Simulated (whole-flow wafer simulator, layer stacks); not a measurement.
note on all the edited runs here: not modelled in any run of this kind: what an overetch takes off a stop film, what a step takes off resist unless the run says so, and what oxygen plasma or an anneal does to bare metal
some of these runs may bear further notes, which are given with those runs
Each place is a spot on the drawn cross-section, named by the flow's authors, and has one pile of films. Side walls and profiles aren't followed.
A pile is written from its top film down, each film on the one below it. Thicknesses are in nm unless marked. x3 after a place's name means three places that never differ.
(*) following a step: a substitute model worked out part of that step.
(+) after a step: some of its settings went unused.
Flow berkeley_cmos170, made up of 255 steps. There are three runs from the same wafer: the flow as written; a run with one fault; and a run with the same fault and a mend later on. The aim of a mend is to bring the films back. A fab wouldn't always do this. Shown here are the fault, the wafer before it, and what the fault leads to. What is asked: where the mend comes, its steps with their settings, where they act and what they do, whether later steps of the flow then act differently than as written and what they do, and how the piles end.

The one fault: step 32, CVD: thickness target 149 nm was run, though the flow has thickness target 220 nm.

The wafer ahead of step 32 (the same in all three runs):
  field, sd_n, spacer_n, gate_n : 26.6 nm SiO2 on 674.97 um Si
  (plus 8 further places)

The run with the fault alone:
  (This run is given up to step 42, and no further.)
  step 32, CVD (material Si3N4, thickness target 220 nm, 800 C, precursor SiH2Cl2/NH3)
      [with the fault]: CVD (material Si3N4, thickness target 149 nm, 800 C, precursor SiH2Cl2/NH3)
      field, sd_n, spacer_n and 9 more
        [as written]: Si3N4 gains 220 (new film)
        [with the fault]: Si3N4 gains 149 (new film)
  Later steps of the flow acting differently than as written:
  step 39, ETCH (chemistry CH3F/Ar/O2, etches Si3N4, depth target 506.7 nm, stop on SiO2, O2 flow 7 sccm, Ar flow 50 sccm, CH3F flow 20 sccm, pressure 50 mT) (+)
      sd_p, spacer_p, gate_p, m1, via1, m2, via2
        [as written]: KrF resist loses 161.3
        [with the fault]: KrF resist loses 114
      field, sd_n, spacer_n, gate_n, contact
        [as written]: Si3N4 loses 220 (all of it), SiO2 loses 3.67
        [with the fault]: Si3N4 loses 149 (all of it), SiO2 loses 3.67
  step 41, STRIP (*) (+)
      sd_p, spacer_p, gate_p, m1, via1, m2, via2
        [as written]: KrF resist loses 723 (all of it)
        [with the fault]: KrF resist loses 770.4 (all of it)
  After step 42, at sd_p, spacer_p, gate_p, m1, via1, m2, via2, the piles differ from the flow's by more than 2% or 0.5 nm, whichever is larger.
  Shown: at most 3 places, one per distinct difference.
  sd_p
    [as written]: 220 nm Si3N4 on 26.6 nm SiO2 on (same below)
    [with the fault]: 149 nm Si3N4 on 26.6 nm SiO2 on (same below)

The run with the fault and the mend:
  After step 38 comes the mend.
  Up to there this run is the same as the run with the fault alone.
  step 38a, STRIP (*) (+)
      sd_p, spacer_p, gate_p, m1, via1, m2, via2
        KrF resist loses 884.4 (all of it)
  step 38b, CLEAN (chemistry SPM) (a further turn of the flow's step 25)
      leaves every film unchanged at each place that is followed
  step 38c, CVD (material Si3N4, thickness target 71 nm, 800 C, precursor SiH2Cl2/NH3) (a further turn of the flow's step 32, with different settings)
      field, sd_n, spacer_n and 9 more
        Si3N4 gains 71
  step 38d, HMDS (a further turn of the flow's step 33)
      leaves every film unchanged at each place that is followed
  step 38e, COAT (KrF resist, thickness 900 nm) (a further turn of the flow's step 34)
      field, sd_n, spacer_n and 9 more
        KrF resist gains 900 (new film)
  step 38f, SOFTBAKE (KrF resist) (a further turn of the flow's step 35)
      leaves every film unchanged at each place that is followed
  step 38g, EXPOSE (photomask PWELL, dose 19 mJ/cm2, NA 0.5, wavelength 248 nm) (*) (a further turn of the flow's step 36)
      leaves every film unchanged at each place that is followed
  step 38h, PEB (KrF resist, 130 C) (a further turn of the flow's step 37)
      field, sd_n, spacer_n and 9 more
        KrF resist loses 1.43
  step 38i, DEVELOP (KrF resist, thickness 900 nm, developer developer-D-0.26N) (a further turn of the flow's step 38)
      sd_p, spacer_p, gate_p, m1, via1, m2, via2
        KrF resist loses 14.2
      field, sd_n, spacer_n, gate_n, contact
        KrF resist loses 898.6 (all of it)
  Every later step of the flow that is run acts as written at every place that is followed.
  By the end, the piles equal the flow's at every place that both follow.
